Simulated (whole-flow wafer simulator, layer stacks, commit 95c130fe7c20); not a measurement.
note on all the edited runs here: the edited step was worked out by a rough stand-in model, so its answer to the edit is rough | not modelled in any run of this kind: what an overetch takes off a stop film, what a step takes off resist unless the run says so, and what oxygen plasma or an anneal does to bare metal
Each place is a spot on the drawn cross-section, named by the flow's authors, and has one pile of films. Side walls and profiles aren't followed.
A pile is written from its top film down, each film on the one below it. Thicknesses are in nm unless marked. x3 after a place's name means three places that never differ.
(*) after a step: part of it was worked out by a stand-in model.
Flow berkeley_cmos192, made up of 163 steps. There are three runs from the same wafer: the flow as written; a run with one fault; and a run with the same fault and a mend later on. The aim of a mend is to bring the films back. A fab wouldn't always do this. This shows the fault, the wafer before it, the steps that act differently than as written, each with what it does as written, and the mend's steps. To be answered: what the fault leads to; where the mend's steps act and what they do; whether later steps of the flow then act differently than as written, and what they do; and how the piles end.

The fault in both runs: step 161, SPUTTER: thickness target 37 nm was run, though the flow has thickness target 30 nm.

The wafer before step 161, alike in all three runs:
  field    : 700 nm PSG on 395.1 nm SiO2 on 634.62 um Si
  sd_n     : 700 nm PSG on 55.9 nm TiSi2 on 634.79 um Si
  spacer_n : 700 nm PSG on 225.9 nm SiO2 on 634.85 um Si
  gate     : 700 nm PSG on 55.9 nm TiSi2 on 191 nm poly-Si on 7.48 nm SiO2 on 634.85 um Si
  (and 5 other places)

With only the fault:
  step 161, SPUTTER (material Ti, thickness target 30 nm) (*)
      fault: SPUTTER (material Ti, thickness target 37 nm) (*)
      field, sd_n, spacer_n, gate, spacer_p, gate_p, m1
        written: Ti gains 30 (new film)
        fault: Ti gains 37 (new film)
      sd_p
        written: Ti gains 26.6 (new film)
        fault: Ti gains 32.8 (new film)
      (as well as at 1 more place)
  Every later step of the flow that is run acts as written, at every place that is followed, to within 2% or 0.5 nm, whichever is larger.
  By the end, the piles at field, sd_n, spacer_n and 6 more depart from the flow's by more than 2% or 0.5 nm, whichever is larger.
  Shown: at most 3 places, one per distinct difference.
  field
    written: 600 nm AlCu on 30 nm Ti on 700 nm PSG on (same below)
    fault: 600 nm AlCu on 37 nm Ti on 700 nm PSG on (same below)
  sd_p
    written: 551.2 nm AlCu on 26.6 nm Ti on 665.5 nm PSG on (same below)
    fault: 550.8 nm AlCu on 32.8 nm Ti on 665.5 nm PSG on (same below)
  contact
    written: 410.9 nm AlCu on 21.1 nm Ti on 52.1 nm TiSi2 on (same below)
    fault: 409.8 nm AlCu on 26 nm Ti on 52.1 nm TiSi2 on (same below)

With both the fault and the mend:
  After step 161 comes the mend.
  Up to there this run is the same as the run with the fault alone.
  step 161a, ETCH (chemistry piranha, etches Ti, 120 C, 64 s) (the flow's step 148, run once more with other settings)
      field, sd_n, spacer_n, gate, spacer_p, gate_p, m1
        Ti loses 37 (all of it)
      sd_p
        Ti loses 32.8 (all of it)
      contact
        Ti loses 26 (all of it), TiSi2 loses 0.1
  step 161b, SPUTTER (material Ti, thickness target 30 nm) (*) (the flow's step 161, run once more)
      field, sd_n, spacer_n, gate, spacer_p, gate_p, m1
        Ti gains 30 (new film)
      sd_p
        Ti gains 26.6 (new film)
      contact
        Ti gains 21.1 (new film)
  Every later step of the flow that is run acts as written at every place that is followed.
  The piles end only slightly different from the flow's at the places that both follow, by no more than 2% or 0.5 nm, whichever is larger.
